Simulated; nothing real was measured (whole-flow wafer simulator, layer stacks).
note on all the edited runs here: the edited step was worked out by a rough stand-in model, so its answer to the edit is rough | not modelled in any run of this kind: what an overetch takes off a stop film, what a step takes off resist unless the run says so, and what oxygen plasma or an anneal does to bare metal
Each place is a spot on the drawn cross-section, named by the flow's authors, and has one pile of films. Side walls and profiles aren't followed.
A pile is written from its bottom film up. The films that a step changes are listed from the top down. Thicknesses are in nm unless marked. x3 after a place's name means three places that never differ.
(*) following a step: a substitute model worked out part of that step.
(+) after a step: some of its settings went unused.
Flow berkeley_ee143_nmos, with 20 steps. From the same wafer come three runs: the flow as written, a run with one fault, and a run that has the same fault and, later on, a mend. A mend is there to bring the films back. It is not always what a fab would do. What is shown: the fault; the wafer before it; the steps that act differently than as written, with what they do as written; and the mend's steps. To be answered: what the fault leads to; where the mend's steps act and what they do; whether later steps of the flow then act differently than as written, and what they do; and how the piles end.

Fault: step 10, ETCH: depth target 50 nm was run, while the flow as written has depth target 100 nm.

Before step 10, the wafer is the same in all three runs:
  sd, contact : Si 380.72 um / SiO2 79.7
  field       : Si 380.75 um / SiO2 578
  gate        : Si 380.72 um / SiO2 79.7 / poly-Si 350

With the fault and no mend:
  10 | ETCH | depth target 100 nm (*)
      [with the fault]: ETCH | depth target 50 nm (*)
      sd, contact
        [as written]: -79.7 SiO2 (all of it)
        [with the fault]: -50 SiO2
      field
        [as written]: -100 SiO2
        [with the fault]: -50 SiO2
  Later steps of the flow acting differently than as written:
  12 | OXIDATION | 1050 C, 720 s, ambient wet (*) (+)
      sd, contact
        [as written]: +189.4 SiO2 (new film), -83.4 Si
        [with the fault]: +172.9 SiO2, -76.1 Si
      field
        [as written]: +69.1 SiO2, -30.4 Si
        [with the fault]: +64.5 SiO2, -28.4 Si
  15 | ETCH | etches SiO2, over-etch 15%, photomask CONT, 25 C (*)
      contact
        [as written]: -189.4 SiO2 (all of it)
        [with the fault]: -202.6 SiO2 (all of it)
  The piles end different from the flow's at sd, field by more than 2% or 0.5 nm, whichever is larger.
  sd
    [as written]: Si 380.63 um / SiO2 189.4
    [with the fault]: Si 380.64 um / SiO2 202.6
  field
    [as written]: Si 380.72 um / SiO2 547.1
    [with the fault]: Si 380.72 um / SiO2 592.4

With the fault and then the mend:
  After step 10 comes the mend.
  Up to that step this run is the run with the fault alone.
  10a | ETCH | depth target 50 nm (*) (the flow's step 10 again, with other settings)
      sd, contact
        -29.7 SiO2 (all of it)
      field
        -50 SiO2
  Later steps of the flow that are run all act as written at every place that is followed.
  By the end, the piles equal the flow's at every place that both follow.
